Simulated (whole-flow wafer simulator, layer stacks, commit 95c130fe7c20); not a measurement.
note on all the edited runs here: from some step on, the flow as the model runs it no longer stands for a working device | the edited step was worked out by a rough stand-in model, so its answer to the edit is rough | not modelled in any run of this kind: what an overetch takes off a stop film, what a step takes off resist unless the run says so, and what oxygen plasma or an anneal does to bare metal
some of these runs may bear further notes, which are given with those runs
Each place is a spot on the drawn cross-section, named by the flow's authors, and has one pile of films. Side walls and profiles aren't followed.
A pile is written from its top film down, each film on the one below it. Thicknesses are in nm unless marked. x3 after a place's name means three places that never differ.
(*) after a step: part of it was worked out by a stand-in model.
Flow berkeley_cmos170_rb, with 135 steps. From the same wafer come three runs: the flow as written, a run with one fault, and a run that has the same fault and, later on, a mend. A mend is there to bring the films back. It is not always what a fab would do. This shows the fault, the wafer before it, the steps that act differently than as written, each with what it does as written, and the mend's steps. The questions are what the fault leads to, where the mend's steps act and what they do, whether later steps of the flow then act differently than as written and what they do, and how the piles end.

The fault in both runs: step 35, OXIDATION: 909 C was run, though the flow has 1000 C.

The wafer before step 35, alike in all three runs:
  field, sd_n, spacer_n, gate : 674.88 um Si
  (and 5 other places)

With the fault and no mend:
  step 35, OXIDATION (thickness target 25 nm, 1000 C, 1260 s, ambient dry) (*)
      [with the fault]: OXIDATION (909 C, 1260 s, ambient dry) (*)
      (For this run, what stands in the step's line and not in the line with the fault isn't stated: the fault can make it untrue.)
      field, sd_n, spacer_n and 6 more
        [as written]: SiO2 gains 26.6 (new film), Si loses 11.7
        [with the fault]: SiO2 gains 10.9 (new film), Si loses 4.78
  Steps further on in the flow that do not act as written (35 more steps, not shown, differ only slightly: by at most 2% or 0.5 nm, whichever is larger):
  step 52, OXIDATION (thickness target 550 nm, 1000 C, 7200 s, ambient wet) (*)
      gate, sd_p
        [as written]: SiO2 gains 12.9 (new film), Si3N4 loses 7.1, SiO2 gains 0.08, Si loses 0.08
        [with the fault]: SiO2 gains 12.9 (new film), Si3N4 loses 7.1
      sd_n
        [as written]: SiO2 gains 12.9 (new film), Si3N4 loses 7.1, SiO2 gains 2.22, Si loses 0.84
        [with the fault]: SiO2 gains 12.9 (new film), Si3N4 loses 7.1
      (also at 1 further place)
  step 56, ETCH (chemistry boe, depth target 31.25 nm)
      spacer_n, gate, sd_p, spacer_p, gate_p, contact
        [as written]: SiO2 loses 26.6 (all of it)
        [with the fault]: SiO2 loses 10.9 (all of it)
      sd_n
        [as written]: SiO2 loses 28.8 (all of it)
        [with the fault]: SiO2 loses 10.9 (all of it)
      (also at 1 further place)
  At the end the piles are close to the flow's at the places that both follow, differing by at most 2% or 0.5 nm, whichever is larger.

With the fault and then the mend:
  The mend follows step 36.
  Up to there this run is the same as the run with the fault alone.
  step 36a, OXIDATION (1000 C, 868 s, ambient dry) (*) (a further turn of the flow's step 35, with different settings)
      field, sd_n, spacer_n and 6 more
        SiO2 gains 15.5, Si loses 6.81
  Later steps of the flow that are run all act as written at every place that is followed, up to a difference of at most 2% or 0.5 nm, whichever is larger.
  At the end the piles are close to the flow's at the places that both follow, differing by at most 2% or 0.5 nm, whichever is larger.
